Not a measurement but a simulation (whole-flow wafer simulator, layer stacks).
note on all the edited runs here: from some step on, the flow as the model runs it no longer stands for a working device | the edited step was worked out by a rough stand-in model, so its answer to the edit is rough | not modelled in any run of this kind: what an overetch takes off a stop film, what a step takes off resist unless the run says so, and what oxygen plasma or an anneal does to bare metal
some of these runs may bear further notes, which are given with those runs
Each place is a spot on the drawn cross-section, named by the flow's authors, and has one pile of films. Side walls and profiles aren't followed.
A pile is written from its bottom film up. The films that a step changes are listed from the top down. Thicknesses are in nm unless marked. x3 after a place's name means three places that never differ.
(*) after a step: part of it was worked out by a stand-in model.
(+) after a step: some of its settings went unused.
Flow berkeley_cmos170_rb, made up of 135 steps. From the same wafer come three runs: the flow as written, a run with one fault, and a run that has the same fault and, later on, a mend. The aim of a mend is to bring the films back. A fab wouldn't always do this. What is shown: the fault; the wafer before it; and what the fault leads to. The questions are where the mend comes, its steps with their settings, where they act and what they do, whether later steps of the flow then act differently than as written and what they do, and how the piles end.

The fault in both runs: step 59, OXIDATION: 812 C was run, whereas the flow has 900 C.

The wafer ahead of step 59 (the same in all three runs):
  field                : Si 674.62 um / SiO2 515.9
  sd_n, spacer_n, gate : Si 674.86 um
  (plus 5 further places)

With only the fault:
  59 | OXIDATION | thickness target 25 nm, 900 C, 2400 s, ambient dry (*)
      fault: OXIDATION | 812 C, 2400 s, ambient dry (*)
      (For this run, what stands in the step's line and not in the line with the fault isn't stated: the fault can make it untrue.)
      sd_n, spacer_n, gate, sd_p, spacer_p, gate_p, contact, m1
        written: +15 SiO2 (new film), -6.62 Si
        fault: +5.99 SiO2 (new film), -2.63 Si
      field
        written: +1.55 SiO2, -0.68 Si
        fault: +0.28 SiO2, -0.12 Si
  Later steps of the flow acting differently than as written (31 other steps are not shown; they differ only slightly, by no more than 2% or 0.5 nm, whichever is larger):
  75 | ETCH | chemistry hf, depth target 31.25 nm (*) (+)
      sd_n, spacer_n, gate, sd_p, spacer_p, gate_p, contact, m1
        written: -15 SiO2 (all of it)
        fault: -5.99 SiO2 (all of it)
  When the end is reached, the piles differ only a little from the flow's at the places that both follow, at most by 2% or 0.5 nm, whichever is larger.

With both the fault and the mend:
  The mend stands after step 64.
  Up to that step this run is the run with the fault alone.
  64a | STRIP (*) (+)
      sd_p
        -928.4 KrF resist (all of it)
      spacer_p
        -911.4 KrF resist (all of it)
      gate_p
        -910.5 KrF resist (all of it)
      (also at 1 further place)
  64b | CLEAN (*) (the flow's step 51, run once more)
      leaves every film unchanged at each place that is followed
  64c | OXIDATION | 900 C, 1805 s, ambient dry (*) (the flow's step 59, run once more with other settings)
      sd_n, spacer_n, gate, sd_p, spacer_p, gate_p, contact, m1
        +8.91 SiO2, -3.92 Si
      field
        +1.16 SiO2, -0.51 Si
  64d | COAT | KrF resist, thickness 900 nm (*) (the flow's step 61, run once more)
      field
        +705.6 KrF resist (new film)
      sd_n
        +957.5 KrF resist (new film)
      spacer_n
        +924.9 KrF resist (new film)
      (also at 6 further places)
  64e | EXPOSE | photomask PWELL (the flow's step 62, run once more)
      leaves every film unchanged at each place that is followed
  64f | PEB | 130 C, 60 s (*) (the flow's step 63, run once more)
      leaves every film unchanged at each place that is followed
  64g | DEVELOP | developer developer-D-0.26N, 45 s (the flow's step 64, run once more)
      sd_p, spacer_p, gate_p, m1
        -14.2 KrF resist
      field
        -705.6 KrF resist (all of it)
      sd_n
        -957.5 KrF resist (all of it)
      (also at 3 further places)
  None of the later steps of the flow differs from how it acts as written, at any place that is followed, by more than 2% or 0.5 nm, whichever is larger.
  When the end is reached, the piles differ only a little from the flow's at the places that both follow, at most by 2% or 0.5 nm, whichever is larger.
